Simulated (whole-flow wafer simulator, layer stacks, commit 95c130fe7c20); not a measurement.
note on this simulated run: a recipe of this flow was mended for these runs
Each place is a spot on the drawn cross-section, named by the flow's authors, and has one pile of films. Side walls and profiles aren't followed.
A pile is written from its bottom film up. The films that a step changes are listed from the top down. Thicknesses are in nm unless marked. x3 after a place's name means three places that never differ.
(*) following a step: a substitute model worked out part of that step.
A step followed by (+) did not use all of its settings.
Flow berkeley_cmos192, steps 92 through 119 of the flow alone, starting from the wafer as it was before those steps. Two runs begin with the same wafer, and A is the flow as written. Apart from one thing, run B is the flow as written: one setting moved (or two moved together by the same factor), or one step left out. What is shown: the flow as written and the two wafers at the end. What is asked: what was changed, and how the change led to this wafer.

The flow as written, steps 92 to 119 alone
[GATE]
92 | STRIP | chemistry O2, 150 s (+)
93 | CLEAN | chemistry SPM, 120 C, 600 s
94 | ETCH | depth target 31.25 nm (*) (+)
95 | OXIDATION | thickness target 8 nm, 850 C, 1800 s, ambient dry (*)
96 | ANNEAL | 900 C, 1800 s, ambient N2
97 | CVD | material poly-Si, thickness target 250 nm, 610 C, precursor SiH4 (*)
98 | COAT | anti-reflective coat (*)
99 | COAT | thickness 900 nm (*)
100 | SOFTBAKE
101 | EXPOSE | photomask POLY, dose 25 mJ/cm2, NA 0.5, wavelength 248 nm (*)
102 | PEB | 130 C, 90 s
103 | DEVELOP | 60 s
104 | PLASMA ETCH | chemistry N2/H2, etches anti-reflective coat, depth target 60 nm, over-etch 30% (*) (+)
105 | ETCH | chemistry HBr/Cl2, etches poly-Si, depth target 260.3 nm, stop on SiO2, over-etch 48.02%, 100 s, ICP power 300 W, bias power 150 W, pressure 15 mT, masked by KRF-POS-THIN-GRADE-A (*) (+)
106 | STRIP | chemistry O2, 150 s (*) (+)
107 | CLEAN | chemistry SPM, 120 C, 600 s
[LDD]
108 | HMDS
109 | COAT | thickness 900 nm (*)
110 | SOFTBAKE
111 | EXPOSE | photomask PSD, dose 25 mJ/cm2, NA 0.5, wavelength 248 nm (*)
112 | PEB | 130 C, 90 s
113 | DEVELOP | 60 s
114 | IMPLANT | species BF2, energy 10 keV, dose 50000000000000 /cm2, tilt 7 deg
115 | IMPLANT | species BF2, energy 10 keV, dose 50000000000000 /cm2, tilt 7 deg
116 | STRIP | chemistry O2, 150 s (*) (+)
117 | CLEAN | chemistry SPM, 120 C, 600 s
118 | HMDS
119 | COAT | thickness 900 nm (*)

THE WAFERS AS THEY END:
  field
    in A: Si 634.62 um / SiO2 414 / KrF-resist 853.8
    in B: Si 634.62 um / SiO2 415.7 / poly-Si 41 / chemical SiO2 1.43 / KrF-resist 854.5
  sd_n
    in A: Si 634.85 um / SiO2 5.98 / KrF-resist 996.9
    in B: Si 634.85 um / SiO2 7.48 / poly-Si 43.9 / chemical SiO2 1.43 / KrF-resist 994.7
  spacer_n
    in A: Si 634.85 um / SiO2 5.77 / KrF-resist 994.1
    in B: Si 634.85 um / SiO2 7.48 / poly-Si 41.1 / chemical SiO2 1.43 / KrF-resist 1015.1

Cause: step 97, CVD: thickness target 431 nm was run, though the flow has thickness target 250 nm.

Step by step, how the change led to this:
  97 | CVD | material poly-Si, thickness target 250 nm, 610 C, precursor SiH4 (*)
      field, sd_n, spacer_n and 6 more: A +250 poly-Si (new film) | B +431 poly-Si (new film)
  98 | COAT | anti-reflective coat (*)
      field: A +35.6 anti-reflective coat (new film) | B +36.8 anti-reflective coat (new film)
      sd_n: A +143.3 anti-reflective coat (new film) | B +149.1 anti-reflective coat (new film)
      (also at 2 further places)
  104 | PLASMA ETCH | chemistry N2/H2, etches anti-reflective coat, depth target 60 nm, over-etch 30% (*) (+)
      field: A -35.6 anti-reflective coat (all of it), -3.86 poly-Si | B -36.8 anti-reflective coat (all of it), -4.02 poly-Si
      sd_n: A -143.3 anti-reflective coat (all of it), -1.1 poly-Si | B -149.1 anti-reflective coat (all of it), -1.15 poly-Si
      (also at 2 further places)
  105 | ETCH | chemistry HBr/Cl2, etches poly-Si, depth target 260.3 nm, stop on SiO2, over-etch 48.02%, 100 s, ICP power 300 W, bias power 150 W, pressure 15 mT, masked by KRF-POS-THIN-GRADE-A (*) (+)
      spacer_n, spacer_p: A -246.2 poly-Si (all of it), -1.71 SiO2 | B -385.3 poly-Si
      field: A -246.1 poly-Si (all of it), -1.71 SiO2 | B -385.3 poly-Si
      (also at 4 further places)
  106 | STRIP | chemistry O2, 150 s (*) (+)
      field, sd_n, spacer_n, sd_p, spacer_p, contact, m1: A nothing | B +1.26 chemical SiO2 (new film), -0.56 poly-Si
  109 | COAT | thickness 900 nm (*)
      spacer_n: A +994 KrF-resist (new film) | B +1015 KrF-resist (new film)
      gate: A +743.5 KrF-resist (new film) | B +629.3 KrF-resist (new film)
      (also at 2 further places)
  113 | DEVELOP | 60 s
      spacer_p: A -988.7 KrF-resist (all of it) | B -1009.5 KrF-resist (all of it)
      gate_p: A -738.2 KrF-resist (all of it) | B -624.2 KrF-resist (all of it)
  116 | STRIP | chemistry O2, 150 s (*) (+)
      spacer_n: A -976.9 KrF-resist (all of it) | B -997.8 KrF-resist (all of it), +0.16 chemical SiO2
      gate: A -727 KrF-resist (all of it), +0.2 chemical SiO2, -0.09 poly-Si | B -613.1 KrF-resist (all of it), +0.2 chemical SiO2, -0.09 poly-Si
  119 | COAT | thickness 900 nm (*)
      spacer_n: A +994.1 KrF-resist (new film) | B +1015.1 KrF-resist (new film)
      gate: A +743.4 KrF-resist (new film) | B +629.4 KrF-resist (new film)
      (also at 2 further places)
